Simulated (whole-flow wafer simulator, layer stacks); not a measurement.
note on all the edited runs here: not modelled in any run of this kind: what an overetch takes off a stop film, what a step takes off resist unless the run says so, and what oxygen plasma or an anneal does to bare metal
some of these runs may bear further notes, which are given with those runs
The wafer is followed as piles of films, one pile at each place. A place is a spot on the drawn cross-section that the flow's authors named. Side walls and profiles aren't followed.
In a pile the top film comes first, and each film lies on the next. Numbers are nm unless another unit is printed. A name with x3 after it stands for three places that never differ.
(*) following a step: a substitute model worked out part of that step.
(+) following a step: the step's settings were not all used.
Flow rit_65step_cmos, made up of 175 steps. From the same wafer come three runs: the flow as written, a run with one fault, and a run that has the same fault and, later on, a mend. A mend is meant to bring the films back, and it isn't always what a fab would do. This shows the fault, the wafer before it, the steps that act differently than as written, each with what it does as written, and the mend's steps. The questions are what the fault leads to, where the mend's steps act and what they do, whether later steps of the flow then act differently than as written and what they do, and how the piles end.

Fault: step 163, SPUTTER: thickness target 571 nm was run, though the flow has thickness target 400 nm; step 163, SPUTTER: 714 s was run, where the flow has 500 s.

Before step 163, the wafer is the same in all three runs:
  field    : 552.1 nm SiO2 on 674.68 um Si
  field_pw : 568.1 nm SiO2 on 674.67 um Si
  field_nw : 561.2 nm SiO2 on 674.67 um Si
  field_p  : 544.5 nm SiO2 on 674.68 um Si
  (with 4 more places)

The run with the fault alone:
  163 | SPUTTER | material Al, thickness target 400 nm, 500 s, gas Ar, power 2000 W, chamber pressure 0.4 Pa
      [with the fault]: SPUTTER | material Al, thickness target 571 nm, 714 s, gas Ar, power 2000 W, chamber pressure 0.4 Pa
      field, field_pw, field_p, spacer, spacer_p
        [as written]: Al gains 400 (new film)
        [with the fault]: Al gains 571 (new film)
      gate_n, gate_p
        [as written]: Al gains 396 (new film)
        [with the fault]: Al gains 537 (new film)
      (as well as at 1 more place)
  Later steps of the flow acting differently than as written:
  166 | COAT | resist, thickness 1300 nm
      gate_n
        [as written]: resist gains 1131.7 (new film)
        [with the fault]: resist gains 1164 (new film)
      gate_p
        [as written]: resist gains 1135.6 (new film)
        [with the fault]: resist gains 1167.4 (new film)
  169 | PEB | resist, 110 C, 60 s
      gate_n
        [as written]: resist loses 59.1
        [with the fault]: resist loses 60.9
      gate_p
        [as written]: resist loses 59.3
        [with the fault]: resist loses 61.1
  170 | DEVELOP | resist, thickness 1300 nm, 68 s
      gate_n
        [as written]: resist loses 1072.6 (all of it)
        [with the fault]: resist loses 1103.1 (all of it)
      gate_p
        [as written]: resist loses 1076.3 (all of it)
        [with the fault]: resist loses 1106.3 (all of it)
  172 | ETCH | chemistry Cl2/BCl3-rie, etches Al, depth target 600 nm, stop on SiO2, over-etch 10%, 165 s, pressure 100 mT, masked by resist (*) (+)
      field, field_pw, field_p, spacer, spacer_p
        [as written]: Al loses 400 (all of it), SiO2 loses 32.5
        [with the fault]: Al loses 571 (all of it), SiO2 loses 11.1
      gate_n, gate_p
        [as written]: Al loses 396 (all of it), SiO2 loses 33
        [with the fault]: Al loses 537 (all of it), SiO2 loses 15.4
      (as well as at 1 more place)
  At field, field_pw, field_nw, field_p, gate_n, gate_p, spacer, spacer_p, the piles at the end differ from the flow's by more than 2% or 0.5 nm, whichever is larger.
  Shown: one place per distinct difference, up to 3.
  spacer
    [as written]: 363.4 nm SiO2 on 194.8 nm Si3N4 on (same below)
    [with the fault]: 384.8 nm SiO2 on 194.8 nm Si3N4 on (same below)
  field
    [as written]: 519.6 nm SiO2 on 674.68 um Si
    [with the fault]: 541 nm SiO2 on 674.68 um Si
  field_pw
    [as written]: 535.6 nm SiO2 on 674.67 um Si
    [with the fault]: 557 nm SiO2 on 674.67 um Si

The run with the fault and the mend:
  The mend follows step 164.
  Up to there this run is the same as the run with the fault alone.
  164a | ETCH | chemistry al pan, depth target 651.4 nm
      field, field_pw, field_nw, field_p, spacer, spacer_p
        Al loses 571 (all of it)
      gate_n, gate_p
        Al loses 537 (all of it)
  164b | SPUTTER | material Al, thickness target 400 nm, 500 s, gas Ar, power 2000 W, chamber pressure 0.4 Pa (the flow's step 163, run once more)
      field, field_pw, field_p, spacer, spacer_p
        Al gains 400 (new film)
      gate_n, gate_p
        Al gains 396 (new film)
      field_nw
        Al gains 397.2 (new film)
  Every later step of the flow that is run acts as written at every place that is followed.
  By the end, the piles equal the flow's at every place that both follow.
